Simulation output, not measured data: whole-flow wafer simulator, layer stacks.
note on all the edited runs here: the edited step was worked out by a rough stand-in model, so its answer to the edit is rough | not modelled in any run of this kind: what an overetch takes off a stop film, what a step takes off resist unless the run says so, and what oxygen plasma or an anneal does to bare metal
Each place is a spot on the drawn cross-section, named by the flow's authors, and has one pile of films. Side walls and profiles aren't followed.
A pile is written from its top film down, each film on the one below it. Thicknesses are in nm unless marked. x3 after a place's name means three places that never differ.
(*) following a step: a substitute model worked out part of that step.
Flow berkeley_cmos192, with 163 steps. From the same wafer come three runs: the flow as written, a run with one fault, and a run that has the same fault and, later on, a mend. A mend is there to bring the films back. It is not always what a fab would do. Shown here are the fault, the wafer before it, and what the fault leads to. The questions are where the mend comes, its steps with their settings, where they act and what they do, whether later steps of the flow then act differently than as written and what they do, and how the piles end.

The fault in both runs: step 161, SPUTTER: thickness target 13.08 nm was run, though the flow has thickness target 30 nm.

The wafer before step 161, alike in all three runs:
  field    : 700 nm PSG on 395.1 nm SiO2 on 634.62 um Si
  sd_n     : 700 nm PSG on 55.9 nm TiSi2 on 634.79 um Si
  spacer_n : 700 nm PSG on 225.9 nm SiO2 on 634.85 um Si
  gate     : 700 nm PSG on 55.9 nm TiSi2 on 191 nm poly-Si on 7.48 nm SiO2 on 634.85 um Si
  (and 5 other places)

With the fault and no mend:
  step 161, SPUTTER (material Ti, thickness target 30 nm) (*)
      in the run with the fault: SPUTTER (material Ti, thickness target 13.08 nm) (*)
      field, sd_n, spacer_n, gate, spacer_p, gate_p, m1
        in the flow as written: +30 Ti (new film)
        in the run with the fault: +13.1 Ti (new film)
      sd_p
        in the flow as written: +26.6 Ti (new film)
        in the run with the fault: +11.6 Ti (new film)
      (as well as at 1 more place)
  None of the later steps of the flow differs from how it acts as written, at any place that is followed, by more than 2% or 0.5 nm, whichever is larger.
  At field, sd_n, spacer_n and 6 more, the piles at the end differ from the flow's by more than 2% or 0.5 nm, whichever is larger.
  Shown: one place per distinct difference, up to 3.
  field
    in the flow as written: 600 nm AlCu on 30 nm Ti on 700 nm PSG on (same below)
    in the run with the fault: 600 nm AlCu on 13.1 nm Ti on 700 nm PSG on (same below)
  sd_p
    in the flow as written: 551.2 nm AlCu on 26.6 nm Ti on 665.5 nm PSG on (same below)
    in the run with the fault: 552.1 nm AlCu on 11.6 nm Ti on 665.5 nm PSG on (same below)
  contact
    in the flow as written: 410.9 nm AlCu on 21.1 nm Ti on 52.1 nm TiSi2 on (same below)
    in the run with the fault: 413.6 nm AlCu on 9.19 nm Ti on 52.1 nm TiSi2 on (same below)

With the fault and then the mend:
  The mend stands after step 161.
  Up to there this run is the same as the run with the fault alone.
  step 161a, SPUTTER (material Ti, thickness target 17.09 nm) (*) (the flow's step 161, run once more with other settings)
      field, sd_n, spacer_n, gate, spacer_p, gate_p, m1
        +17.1 Ti
      sd_p
        +15.2 Ti
      contact
        +12 Ti
  None of the later steps of the flow acts differently than as written at any place that is followed.
  The piles end only slightly different from the flow's at the places that both follow, by no more than 2% or 0.5 nm, whichever is larger.
